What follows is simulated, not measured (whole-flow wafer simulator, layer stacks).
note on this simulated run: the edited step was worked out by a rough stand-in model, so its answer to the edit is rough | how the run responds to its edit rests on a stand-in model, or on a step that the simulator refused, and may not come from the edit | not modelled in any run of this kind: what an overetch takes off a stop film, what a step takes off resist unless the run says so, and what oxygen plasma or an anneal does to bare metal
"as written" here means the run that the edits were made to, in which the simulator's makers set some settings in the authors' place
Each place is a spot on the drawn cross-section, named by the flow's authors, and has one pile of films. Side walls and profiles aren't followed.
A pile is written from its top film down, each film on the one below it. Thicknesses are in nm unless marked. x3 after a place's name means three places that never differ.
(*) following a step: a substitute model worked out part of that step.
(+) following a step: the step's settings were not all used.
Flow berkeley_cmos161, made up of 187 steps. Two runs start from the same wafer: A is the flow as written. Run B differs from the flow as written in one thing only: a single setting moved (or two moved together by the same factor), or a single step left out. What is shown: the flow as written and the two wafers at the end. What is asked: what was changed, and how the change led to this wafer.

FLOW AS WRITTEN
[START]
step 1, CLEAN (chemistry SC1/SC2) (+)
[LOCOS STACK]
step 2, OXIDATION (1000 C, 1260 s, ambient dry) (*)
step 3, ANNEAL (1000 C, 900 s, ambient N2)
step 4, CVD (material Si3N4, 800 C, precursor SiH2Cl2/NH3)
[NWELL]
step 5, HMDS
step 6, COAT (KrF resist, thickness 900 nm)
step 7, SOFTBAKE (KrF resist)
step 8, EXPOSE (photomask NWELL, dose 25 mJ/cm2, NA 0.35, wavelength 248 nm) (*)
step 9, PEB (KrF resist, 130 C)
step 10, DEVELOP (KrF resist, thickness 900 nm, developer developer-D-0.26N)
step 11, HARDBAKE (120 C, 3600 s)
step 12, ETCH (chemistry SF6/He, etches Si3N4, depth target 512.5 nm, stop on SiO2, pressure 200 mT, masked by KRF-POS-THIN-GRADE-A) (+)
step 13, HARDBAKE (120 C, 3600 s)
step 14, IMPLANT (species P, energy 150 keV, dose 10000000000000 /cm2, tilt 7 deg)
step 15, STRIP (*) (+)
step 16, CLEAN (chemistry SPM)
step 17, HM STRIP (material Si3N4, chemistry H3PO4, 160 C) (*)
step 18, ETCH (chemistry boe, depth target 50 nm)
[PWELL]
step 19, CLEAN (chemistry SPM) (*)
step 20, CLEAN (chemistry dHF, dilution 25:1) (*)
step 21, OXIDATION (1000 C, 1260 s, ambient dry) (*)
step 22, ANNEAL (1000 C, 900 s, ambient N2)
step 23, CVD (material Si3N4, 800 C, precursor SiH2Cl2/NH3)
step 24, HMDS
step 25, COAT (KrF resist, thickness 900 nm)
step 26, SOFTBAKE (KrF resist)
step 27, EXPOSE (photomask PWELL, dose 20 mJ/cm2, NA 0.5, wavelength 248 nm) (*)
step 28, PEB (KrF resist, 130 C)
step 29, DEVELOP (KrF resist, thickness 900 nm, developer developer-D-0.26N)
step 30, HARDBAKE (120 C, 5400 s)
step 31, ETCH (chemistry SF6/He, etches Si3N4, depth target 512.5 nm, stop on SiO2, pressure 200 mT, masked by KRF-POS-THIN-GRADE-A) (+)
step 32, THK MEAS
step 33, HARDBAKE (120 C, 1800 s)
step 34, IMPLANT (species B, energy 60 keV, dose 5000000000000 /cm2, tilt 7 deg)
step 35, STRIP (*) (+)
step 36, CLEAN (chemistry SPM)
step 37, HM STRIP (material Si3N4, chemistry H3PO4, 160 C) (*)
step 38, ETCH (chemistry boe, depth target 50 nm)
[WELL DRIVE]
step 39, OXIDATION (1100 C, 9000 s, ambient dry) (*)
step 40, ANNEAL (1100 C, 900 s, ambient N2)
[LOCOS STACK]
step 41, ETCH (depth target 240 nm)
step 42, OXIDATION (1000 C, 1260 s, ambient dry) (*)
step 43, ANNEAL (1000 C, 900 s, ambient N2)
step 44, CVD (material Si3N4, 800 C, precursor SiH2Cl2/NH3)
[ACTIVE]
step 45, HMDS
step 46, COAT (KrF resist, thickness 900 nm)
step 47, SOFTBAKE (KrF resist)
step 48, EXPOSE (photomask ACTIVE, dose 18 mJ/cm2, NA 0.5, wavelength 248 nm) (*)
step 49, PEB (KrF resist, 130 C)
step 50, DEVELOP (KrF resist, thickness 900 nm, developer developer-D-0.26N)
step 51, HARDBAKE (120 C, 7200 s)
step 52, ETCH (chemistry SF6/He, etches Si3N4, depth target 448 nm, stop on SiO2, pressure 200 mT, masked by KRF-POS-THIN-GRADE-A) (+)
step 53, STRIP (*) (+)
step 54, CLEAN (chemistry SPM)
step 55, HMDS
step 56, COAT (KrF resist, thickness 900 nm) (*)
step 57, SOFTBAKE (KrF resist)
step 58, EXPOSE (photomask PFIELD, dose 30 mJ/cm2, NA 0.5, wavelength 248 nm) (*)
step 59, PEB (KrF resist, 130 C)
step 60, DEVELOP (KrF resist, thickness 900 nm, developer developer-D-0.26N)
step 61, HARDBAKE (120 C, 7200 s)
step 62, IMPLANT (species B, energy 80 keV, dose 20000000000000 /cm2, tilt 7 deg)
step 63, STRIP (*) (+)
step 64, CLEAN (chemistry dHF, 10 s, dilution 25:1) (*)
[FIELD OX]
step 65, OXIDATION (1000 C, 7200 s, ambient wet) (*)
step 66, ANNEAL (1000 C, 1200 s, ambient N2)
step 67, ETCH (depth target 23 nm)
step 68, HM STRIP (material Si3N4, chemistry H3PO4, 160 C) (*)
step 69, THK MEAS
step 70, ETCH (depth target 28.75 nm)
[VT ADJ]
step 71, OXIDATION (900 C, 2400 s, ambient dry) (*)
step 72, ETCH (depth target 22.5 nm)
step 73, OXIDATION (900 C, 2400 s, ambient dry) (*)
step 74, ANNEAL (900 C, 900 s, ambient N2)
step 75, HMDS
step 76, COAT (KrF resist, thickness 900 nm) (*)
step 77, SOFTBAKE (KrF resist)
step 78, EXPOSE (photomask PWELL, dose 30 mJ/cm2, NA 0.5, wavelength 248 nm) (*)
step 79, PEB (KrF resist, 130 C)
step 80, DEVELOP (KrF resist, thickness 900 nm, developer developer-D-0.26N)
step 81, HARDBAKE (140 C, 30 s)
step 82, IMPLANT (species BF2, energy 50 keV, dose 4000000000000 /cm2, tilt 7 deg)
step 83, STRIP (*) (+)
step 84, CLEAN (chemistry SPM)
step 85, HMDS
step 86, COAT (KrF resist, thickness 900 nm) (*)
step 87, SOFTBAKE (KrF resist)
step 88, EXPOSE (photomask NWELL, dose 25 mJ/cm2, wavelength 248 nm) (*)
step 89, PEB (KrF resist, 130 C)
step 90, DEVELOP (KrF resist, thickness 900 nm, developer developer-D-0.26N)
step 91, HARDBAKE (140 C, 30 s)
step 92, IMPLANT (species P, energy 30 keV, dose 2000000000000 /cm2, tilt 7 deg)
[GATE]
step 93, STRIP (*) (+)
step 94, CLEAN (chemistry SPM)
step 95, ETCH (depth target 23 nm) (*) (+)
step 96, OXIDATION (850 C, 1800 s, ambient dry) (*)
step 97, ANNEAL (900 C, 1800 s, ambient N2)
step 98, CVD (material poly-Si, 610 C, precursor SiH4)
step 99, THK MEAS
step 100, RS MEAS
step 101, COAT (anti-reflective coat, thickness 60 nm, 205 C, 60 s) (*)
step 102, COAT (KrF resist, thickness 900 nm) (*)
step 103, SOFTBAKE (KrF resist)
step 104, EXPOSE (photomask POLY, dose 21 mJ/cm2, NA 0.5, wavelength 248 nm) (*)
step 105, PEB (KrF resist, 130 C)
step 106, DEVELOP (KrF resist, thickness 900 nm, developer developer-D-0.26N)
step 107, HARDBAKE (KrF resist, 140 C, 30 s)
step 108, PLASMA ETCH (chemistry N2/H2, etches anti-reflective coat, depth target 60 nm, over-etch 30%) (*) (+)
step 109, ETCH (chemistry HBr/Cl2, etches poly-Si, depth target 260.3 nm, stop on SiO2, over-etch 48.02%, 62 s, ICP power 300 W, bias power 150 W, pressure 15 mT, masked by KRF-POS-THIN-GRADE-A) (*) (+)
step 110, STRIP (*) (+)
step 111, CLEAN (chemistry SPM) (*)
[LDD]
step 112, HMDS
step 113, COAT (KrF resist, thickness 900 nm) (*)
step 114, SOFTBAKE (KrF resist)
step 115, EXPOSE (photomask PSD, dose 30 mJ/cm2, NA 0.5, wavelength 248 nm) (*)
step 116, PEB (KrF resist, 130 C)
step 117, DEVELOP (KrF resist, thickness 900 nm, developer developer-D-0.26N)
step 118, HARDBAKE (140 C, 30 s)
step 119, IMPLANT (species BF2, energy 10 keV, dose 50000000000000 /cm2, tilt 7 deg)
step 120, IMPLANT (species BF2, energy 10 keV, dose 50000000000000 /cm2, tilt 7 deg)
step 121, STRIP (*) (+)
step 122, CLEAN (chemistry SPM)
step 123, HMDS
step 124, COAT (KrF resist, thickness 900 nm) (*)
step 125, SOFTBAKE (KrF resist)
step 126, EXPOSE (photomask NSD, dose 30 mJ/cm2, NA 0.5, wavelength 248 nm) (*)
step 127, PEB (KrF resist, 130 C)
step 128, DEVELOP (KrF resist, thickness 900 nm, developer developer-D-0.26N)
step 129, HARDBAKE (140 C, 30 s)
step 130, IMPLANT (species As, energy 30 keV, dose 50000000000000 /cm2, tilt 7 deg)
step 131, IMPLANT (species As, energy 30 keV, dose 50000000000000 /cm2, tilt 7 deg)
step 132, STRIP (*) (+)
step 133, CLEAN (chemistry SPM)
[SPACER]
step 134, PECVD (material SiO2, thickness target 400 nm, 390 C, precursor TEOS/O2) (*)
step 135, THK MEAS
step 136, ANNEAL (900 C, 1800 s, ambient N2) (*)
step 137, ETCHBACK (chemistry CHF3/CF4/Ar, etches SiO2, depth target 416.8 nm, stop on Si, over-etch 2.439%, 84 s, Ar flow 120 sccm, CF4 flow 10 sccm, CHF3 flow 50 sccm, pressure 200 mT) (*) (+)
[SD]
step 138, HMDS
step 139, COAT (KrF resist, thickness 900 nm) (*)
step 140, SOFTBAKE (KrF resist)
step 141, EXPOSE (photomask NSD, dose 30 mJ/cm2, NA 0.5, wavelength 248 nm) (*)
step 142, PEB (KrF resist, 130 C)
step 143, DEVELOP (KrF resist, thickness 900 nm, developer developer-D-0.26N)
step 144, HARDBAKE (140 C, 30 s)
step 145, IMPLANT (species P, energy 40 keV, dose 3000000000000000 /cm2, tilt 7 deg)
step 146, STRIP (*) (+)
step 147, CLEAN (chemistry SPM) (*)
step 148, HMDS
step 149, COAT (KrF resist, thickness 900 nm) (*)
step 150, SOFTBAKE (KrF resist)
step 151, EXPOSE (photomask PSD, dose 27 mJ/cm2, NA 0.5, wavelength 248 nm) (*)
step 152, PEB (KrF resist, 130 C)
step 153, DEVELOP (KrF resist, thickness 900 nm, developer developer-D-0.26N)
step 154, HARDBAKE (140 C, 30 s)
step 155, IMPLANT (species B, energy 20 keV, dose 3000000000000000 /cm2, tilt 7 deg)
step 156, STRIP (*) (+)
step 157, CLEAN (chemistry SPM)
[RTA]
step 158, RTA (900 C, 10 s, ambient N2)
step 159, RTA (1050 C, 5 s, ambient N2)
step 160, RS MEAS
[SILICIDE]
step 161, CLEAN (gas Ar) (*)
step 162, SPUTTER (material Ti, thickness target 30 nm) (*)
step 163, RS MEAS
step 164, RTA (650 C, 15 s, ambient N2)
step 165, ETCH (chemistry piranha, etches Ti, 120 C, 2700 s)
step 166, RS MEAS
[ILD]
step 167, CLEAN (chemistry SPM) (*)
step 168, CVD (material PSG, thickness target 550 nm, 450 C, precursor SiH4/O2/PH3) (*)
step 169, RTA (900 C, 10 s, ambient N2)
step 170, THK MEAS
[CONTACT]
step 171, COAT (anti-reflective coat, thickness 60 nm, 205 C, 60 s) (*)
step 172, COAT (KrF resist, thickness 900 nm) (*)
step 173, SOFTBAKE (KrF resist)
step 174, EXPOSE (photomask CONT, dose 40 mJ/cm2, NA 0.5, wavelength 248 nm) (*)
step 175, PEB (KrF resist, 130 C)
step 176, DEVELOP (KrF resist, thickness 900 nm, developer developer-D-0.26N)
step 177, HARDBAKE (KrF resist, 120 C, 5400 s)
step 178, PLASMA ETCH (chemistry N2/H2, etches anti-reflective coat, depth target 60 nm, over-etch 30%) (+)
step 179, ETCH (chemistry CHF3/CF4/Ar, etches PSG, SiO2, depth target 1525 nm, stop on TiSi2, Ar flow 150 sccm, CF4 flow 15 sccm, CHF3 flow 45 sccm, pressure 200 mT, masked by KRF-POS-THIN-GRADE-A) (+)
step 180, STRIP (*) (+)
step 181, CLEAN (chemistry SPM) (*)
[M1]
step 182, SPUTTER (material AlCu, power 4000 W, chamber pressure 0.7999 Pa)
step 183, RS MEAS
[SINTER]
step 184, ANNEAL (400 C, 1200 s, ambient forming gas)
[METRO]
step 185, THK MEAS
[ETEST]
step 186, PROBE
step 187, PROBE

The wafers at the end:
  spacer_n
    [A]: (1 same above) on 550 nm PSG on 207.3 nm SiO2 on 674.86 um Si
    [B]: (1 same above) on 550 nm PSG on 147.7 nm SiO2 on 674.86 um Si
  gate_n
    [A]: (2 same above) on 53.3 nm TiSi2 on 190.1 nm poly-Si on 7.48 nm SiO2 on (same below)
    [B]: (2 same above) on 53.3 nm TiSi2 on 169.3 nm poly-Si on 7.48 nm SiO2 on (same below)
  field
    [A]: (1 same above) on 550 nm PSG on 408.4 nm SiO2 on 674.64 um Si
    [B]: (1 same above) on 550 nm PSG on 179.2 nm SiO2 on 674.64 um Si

The reason: step 134, PECVD: thickness target 160 nm was run, whereas the flow has thickness target 400 nm.

How this came from the change, step by step:
  step 134, PECVD (material SiO2, thickness target 400 nm, 390 C, precursor TEOS/O2) (*)
      field, sd_n, contact, m1: A SiO2 gains 400 | B SiO2 gains 160
      spacer_n, sd_p, spacer_p: A SiO2 gains 385 | B SiO2 gains 154.4
      (as well as at 2 more places)
  step 136, ANNEAL (900 C, 1800 s, ambient N2) (*)
      field, sd_n, gate_n, gate_p, contact, m1: A SiO2 loses 18 | B SiO2 loses 7.2
      spacer_n, sd_p, spacer_p: A SiO2 loses 17.3 | B SiO2 loses 6.95
  step 137, ETCHBACK (chemistry CHF3/CF4/Ar, etches SiO2, depth target 416.8 nm, stop on Si, over-etch 2.439%, 84 s, Ar flow 120 sccm, CF4 flow 10 sccm, CHF3 flow 50 sccm, pressure 200 mT) (*) (+)
      spacer_n, spacer_p: A SiO2 loses 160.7 | B nothing
      gate_n, gate_p: A SiO2 loses 382 (all of it), chemical SiO2 loses 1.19 (all of it), poly-Si loses 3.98 | B SiO2 loses 152.8 (all of it), chemical SiO2 loses 1.19 (all of it), poly-Si loses 24.8
      (as well as at 4 more places)
  step 139, COAT (KrF resist, thickness 900 nm) (*)
      field: A KrF resist gains 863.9 (new film) | B KrF resist gains 918.3 (new film)
      sd_n: A KrF resist gains 1008.1 (new film) | B KrF resist gains 882 (new film)
      (as well as at 7 more places)
  step 143, DEVELOP (KrF resist, thickness 900 nm, developer developer-D-0.26N)
      sd_n: A KrF resist loses 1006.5 (all of it) | B KrF resist loses 880.6 (all of it)
      spacer_n: A KrF resist loses 815.5 (all of it) | B KrF resist loses 777.9 (all of it)
      (as well as at 2 more places)
  step 144, HARDBAKE (140 C, 30 s)
      field: A KrF resist loses 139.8 | B KrF resist loses 148.6
      sd_p: A KrF resist loses 163.7 | B KrF resist loses 146.8
      (as well as at 3 more places)
  step 146, STRIP (*) (+)
      field: A KrF resist loses 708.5 (all of it) | B KrF resist loses 754 (all of it)
      sd_p: A chemical SiO2 gains 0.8 (new film), KrF resist loses 832.5 (all of it), Si loses 0.35 | B chemical SiO2 gains 0.78 (new film), KrF resist loses 744.7 (all of it), Si loses 0.34
      (as well as at 3 more places)
  step 149, COAT (KrF resist, thickness 900 nm) (*)
      field: A KrF resist gains 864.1 (new film) | B KrF resist gains 918.7 (new film)
      sd_n: A KrF resist gains 1007.8 (new film) | B KrF resist gains 881.7 (new film)
      (as well as at 7 more places)
  step 153, DEVELOP (KrF resist, thickness 900 nm, developer developer-D-0.26N)
      sd_p: A KrF resist loses 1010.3 (all of it) | B KrF resist loses 905.4 (all of it)
      spacer_p: A KrF resist loses 808.8 (all of it) | B KrF resist loses 779 (all of it)
      (as well as at 1 more place)
  step 154, HARDBAKE (140 C, 30 s)
      field: A KrF resist loses 139.8 | B KrF resist loses 148.7
      sd_n: A KrF resist loses 163 | B KrF resist loses 142.6
      (as well as at 4 more places)
  step 156, STRIP (*) (+)
      gate_n: A KrF resist loses 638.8 (all of it), chemical SiO2 gains 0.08 | B KrF resist loses 575.6 (all of it), chemical SiO2 gains 0.08, poly-Si loses 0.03
      field: A KrF resist loses 708.6 (all of it) | B KrF resist loses 754.3 (all of it)
      (as well as at 4 more places)
  step 168, CVD (material PSG, thickness target 550 nm, 450 C, precursor SiH4/O2/PH3) (*)
      sd_p: A PSG gains 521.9 (new film) | B PSG gains 550 (new film)
  step 171, COAT (anti-reflective coat, thickness 60 nm, 205 C, 60 s) (*)
      field: A anti-reflective coat gains 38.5 (new film) | B anti-reflective coat gains 64.3 (new film)
      sd_n: A anti-reflective coat gains 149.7 (new film) | B anti-reflective coat gains 43.5 (new film)
      (as well as at 7 more places)
  step 172, COAT (KrF resist, thickness 900 nm) (*)
      field: A KrF resist gains 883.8 (new film) | B KrF resist gains 914.4 (new film)
      spacer_n: A KrF resist gains 853.8 (new film) | B KrF resist gains 791.7 (new film)
      (as well as at 6 more places)
  step 176, DEVELOP (KrF resist, thickness 900 nm, developer developer-D-0.26N)
      contact: A KrF resist loses 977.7 (all of it) | B KrF resist loses 881.7 (all of it)
  step 178, PLASMA ETCH (chemistry N2/H2, etches anti-reflective coat, depth target 60 nm, over-etch 30%) (+)
      field, sd_n, spacer_n, gate_n, sd_p, spacer_p, gate_p, m1: A KrF resist loses 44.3 | B KrF resist loses 41.7
      contact: A anti-reflective coat loses 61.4 (all of it), PSG loses 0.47 | B anti-reflective coat loses 57.8 (all of it), PSG loses 0.44
  ... 1 further step ...
  step 182, SPUTTER (material AlCu, power 4000 W, chamber pressure 0.7999 Pa)
      sd_p: A AlCu gains 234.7 (new film) | B AlCu gains 275.8 (new film)
